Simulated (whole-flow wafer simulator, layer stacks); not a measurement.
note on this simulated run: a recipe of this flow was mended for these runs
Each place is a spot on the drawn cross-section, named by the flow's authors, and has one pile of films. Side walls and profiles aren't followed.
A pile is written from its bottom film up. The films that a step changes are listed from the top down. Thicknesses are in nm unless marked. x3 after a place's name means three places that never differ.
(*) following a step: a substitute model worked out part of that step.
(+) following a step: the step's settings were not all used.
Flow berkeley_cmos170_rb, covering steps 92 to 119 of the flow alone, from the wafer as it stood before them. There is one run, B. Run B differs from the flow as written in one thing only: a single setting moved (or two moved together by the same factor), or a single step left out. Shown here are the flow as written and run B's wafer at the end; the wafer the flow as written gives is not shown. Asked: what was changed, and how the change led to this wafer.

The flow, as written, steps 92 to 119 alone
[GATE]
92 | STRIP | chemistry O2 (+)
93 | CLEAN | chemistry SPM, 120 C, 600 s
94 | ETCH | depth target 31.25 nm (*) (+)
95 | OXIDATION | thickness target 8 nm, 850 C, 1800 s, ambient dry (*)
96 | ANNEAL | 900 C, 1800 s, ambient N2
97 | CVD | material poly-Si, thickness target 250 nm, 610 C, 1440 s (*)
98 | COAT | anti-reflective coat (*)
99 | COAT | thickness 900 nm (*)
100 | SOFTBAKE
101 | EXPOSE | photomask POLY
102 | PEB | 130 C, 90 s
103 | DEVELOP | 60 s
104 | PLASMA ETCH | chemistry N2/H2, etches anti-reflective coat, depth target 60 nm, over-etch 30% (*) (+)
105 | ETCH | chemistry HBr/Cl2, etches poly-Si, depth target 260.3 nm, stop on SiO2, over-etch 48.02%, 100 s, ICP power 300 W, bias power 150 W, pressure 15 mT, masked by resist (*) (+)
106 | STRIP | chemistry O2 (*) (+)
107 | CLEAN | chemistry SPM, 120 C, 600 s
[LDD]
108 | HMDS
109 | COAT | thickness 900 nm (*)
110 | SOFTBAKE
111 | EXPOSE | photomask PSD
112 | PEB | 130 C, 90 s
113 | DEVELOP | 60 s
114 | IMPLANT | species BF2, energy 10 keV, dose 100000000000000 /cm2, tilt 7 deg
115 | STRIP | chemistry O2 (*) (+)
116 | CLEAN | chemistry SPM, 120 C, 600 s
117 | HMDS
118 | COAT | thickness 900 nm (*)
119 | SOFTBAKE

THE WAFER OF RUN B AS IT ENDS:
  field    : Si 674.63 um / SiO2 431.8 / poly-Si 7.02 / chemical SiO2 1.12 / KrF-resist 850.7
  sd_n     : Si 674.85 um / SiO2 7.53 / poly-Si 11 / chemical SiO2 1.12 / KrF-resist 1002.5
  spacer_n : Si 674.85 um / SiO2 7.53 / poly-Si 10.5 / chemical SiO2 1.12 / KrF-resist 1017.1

What caused this: step 97, CVD: thickness target 398 nm was run, though the flow has thickness target 250 nm; step 97, CVD: 2295 s was run, where the flow has 1440 s.

The path from the change to this, step by step:
  97 | CVD | material poly-Si, thickness target 250 nm, 610 C, 1440 s (*)
      field, sd_n, spacer_n and 6 more: +398 poly-Si (new film) (in the flow as written it would be: +250 poly-Si (new film))
  98 | COAT | anti-reflective coat (*)
      sd_n: +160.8 anti-reflective coat (new film) (in the flow as written it would be: +154.3 anti-reflective coat (new film))
      contact: +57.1 anti-reflective coat (new film) (in the flow as written it would be: +53.8 anti-reflective coat (new film))
  104 | PLASMA ETCH | chemistry N2/H2, etches anti-reflective coat, depth target 60 nm, over-etch 30% (*) (+)
      gate, gate_p: -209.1 KrF-resist (in the flow as written it would be: -200.6 KrF-resist)
      sd_n: -160.8 anti-reflective coat (all of it), -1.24 poly-Si (in the flow as written it would be: -154.3 anti-reflective coat (all of it), -1.19 poly-Si)
      (and at 1 other place as well)
  105 | ETCH | chemistry HBr/Cl2, etches poly-Si, depth target 260.3 nm, stop on SiO2, over-etch 48.02%, 100 s, ICP power 300 W, bias power 150 W, pressure 15 mT, masked by resist (*) (+)
      spacer_n, spacer_p: -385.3 poly-Si (in the flow as written it would be: -248.5 poly-Si (all of it), -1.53 SiO2)
      field: -385.3 poly-Si (in the flow as written it would be: -245 poly-Si (all of it), -1.8 SiO2)
      (and at 4 other places as well)
  106 | STRIP | chemistry O2 (*) (+)
      field, sd_n, spacer_n, sd_p, spacer_p, contact, m1: +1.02 chemical SiO2 (new film), -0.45 poly-Si (in the flow as written it would be: nothing)
  109 | COAT | thickness 900 nm (*)
      gate: +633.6 KrF-resist (new film) (in the flow as written it would be: +749.5 KrF-resist (new film))
      gate_p: +629.3 KrF-resist (new film) (in the flow as written it would be: +745.7 KrF-resist (new film))
  113 | DEVELOP | 60 s
      gate_p: -628 KrF-resist (all of it) (in the flow as written it would be: -744.1 KrF-resist (all of it))
  115 | STRIP | chemistry O2 (*) (+)
      gate: -617.4 KrF-resist (all of it), +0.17 chemical SiO2 (in the flow as written it would be: -733 KrF-resist (all of it), +0.17 chemical SiO2)
  118 | COAT | thickness 900 nm (*)
      gate: +633.6 KrF-resist (new film) (in the flow as written it would be: +748.7 KrF-resist (new film))
      gate_p: +629.3 KrF-resist (new film) (in the flow as written it would be: +744.7 KrF-resist (new film))
